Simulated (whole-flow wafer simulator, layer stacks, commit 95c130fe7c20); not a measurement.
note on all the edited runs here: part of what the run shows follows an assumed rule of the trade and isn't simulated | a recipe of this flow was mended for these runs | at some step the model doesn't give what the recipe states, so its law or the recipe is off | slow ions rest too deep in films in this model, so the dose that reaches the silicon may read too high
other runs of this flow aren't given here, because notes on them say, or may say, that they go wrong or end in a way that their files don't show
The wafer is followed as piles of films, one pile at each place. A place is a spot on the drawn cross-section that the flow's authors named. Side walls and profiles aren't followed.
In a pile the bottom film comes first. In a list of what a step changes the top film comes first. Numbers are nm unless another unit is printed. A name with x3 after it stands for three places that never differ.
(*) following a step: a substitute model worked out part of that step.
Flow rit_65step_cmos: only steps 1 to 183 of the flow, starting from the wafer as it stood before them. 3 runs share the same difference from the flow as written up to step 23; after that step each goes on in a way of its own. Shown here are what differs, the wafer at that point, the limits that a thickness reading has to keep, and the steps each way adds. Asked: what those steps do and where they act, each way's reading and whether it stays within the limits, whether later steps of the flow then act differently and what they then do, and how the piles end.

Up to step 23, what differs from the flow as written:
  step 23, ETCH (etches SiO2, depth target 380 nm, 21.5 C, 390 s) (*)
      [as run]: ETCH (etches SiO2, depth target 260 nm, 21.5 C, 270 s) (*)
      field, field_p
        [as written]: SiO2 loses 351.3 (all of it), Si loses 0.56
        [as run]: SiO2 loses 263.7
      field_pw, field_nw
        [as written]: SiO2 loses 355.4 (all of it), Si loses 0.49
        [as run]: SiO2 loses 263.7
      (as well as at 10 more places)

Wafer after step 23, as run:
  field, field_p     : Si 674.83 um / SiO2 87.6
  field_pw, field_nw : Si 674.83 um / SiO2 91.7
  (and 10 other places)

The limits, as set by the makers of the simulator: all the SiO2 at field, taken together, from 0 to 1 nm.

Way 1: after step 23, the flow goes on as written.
  After step 23, the reading is 87.6 nm, outside the limits.
  Steps further on in the flow that do not act as written (not shown: 10 more steps that differ only slightly, by at most 2% or 0.5 nm, whichever is larger):
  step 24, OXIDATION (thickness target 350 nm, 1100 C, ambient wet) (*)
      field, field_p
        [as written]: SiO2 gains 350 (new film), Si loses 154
        [this way]: SiO2 gains 288.4, Si loses 126.9
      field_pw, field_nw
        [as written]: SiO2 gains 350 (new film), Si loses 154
        [this way]: SiO2 gains 285.9, Si loses 125.8
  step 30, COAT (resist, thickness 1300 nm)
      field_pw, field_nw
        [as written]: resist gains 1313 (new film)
        [this way]: resist gains 1282.1 (new film)
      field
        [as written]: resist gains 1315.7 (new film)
        [this way]: resist gains 1276.3 (new film)
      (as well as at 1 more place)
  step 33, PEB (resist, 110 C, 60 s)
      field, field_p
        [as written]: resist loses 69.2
        [this way]: resist loses 67.1
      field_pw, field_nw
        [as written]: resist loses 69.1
        [this way]: resist loses 67.4
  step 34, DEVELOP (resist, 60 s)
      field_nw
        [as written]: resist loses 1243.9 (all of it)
        [this way]: resist loses 1214.7 (all of it)
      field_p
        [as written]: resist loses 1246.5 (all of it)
        [this way]: resist loses 1209.3 (all of it)
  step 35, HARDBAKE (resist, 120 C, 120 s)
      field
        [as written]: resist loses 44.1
        [this way]: resist loses 42.8
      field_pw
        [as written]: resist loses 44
        [this way]: resist loses 43
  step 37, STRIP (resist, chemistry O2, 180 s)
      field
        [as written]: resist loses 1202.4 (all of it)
        [this way]: resist loses 1166.4 (all of it)
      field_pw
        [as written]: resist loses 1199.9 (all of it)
        [this way]: resist loses 1171.7 (all of it)
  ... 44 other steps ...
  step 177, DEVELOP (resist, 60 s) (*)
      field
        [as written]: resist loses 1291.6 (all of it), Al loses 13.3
        [this way]: resist loses 1251.9 (all of it), Al loses 13.3
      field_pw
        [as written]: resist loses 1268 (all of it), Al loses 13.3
        [this way]: resist loses 1237.9 (all of it), Al loses 13.3
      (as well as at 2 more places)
  By the end, the piles at field, field_pw, field_nw, field_p depart from the flow's by more than 2% or 0.5 nm, whichever is larger.
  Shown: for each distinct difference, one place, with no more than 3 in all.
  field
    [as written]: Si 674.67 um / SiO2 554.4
    [this way]: Si 674.7 um / SiO2 580
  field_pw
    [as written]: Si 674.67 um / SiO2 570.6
    [this way]: Si 674.7 um / SiO2 597.7
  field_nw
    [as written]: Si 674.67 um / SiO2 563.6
    [this way]: Si 674.7 um / SiO2 590.7

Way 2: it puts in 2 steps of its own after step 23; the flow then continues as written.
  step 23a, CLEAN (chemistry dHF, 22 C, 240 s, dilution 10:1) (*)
      active_n, active_p, gate_n and 7 more
        Si3N4 loses 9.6
      field, field_p
        SiO2 loses 87.6 (all of it)
      field_pw, field_nw
        SiO2 loses 91.7 (all of it)
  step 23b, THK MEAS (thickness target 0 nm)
      leaves every film unchanged at each place that is followed
  After step 23b, the reading is 0 nm, within the limits.
  Steps further on in the flow that do not act as written (not shown: 43 more steps that differ only slightly, by at most 2% or 0.5 nm, whichever is larger):
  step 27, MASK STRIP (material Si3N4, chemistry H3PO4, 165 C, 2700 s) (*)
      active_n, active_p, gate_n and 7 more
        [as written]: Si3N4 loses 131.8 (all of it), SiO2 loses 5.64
        [this way]: Si3N4 loses 123.4 (all of it), SiO2 loses 5.96
  At the end the piles are close to the flow's at the places that both follow, differing by at most 2% or 0.5 nm, whichever is larger.

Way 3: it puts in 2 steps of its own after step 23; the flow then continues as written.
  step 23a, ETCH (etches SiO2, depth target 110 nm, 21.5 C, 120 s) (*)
      active_n, active_p, gate_n and 7 more
        Si3N4 loses 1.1
      field, field_p
        SiO2 loses 87.6 (all of it), Si loses 0.56
      field_pw, field_nw
        SiO2 loses 91.7 (all of it), Si loses 0.49
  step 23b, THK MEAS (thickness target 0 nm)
      leaves every film unchanged at each place that is followed
  After step 23b, the reading is 0 nm, within the limits.
  Every later step of the flow that is run acts as written, at every place that is followed, to within 2% or 0.5 nm, whichever is larger.
  The piles end the same as the flow's at every place that both follow.

The limits are kept by: way 2, way 3. They are not kept by: way 1.
